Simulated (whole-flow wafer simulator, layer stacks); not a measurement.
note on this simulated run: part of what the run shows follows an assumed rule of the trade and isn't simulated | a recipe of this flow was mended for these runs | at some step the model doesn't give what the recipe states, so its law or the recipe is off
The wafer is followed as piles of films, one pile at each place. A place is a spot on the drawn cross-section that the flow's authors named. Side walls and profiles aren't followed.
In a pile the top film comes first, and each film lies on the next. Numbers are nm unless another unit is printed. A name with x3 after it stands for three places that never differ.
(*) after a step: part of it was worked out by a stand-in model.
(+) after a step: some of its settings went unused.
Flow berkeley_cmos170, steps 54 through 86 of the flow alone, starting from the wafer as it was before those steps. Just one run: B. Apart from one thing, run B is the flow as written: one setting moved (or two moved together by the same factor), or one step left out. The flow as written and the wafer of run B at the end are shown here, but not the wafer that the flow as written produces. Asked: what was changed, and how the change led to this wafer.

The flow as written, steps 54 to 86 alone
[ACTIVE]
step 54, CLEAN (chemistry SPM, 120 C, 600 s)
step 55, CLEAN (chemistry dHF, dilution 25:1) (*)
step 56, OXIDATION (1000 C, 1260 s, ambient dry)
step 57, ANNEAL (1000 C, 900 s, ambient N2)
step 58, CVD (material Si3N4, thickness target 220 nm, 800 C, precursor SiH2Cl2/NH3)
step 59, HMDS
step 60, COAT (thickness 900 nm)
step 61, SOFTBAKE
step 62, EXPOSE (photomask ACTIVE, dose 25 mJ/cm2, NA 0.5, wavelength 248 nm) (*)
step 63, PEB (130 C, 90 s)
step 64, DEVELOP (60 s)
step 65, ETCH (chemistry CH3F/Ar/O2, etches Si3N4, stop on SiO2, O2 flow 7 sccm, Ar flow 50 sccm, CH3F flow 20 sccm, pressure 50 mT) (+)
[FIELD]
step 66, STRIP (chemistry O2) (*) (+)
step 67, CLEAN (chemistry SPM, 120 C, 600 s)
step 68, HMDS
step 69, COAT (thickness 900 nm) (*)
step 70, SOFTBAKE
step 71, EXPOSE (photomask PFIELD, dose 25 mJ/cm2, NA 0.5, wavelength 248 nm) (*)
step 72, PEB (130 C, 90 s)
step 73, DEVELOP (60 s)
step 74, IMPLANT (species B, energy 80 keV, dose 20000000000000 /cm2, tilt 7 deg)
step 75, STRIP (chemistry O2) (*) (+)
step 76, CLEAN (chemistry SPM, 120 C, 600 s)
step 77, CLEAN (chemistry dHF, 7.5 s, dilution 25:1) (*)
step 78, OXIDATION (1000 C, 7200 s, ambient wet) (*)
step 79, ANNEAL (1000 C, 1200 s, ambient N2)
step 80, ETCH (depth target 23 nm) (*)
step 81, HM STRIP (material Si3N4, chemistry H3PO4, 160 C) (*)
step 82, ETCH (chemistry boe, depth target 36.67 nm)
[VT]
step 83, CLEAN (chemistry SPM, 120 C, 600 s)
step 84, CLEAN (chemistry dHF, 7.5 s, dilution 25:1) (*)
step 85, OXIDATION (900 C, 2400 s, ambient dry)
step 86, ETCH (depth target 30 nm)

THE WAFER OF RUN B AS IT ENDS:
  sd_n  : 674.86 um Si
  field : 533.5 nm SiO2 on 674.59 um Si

What caused this: step 58, CVD: thickness target 273 nm was run, whereas the flow has thickness target 220 nm; step 78, OXIDATION: 8928 s was run, where the flow has 7200 s.

Step by step, how the change led to this:
  step 58, CVD (material Si3N4, thickness target 220 nm, 800 C, precursor SiH2Cl2/NH3)
      field, mark, sd_n and 10 more: +273 Si3N4 (new film) (in the flow as written it would be: +220 Si3N4 (new film))
  step 65, ETCH (chemistry CH3F/Ar/O2, etches Si3N4, stop on SiO2, O2 flow 7 sccm, Ar flow 50 sccm, CH3F flow 20 sccm, pressure 50 mT) (+)
      mark, sd_n, spacer_n and 9 more: -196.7 KrF-resist (in the flow as written it would be: -161.3 KrF-resist)
      field: -273 Si3N4 (all of it), -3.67 SiO2 (in the flow as written it would be: -220 Si3N4 (all of it), -3.67 SiO2)
  step 66, STRIP (chemistry O2) (*) (+)
      mark, sd_n, spacer_n and 9 more: -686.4 KrF-resist (all of it) (in the flow as written it would be: -721.7 KrF-resist (all of it))
  step 69, COAT (thickness 900 nm) (*)
      sd_n: +758.3 KrF-resist (new film) (in the flow as written it would be: +784.1 KrF-resist (new film))
      spacer_n: +802.3 KrF-resist (new film) (in the flow as written it would be: +820.2 KrF-resist (new film))
      (and at 7 other places as well)
  step 75, STRIP (chemistry O2) (*) (+)
      sd_n: -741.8 KrF-resist (all of it) (in the flow as written it would be: -767.4 KrF-resist (all of it))
      spacer_n: -785.6 KrF-resist (all of it) (in the flow as written it would be: -803.4 KrF-resist (all of it))
      (and at 7 other places as well)
  step 78, OXIDATION (1000 C, 7200 s, ambient wet) (*)
      sd_n, sd_p: +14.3 SiO2 (new film), -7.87 Si3N4 (in the flow as written it would be: +12.1 SiO2 (new film), -6.7 Si3N4, +0.07 SiO2, -0.07 Si)
      mark, spacer_n, gate_n and 7 more: +14.3 SiO2 (new film), -7.87 Si3N4 (in the flow as written it would be: +12.1 SiO2 (new film), -6.7 Si3N4)
      (and at 1 other place as well)
  step 80, ETCH (depth target 23 nm) (*)
      mark, sd_n, spacer_n and 9 more: -14.3 SiO2 (all of it), -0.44 Si3N4 (in the flow as written it would be: -12.1 SiO2 (all of it), -0.54 Si3N4)
  step 81, HM STRIP (material Si3N4, chemistry H3PO4, 160 C) (*)
      mark, sd_n, spacer_n and 9 more: -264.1 Si3N4 (all of it), -13.8 SiO2 (in the flow as written it would be: -212.2 Si3N4 (all of it), -11.1 SiO2)
      field: -22.1 SiO2 (in the flow as written it would be: -17.7 SiO2)
  step 82, ETCH (chemistry boe, depth target 36.67 nm)
      mark, sd_n, spacer_n and 9 more: -12.7 SiO2 (all of it) (in the flow as written it would be: -15.5 SiO2 (all of it))
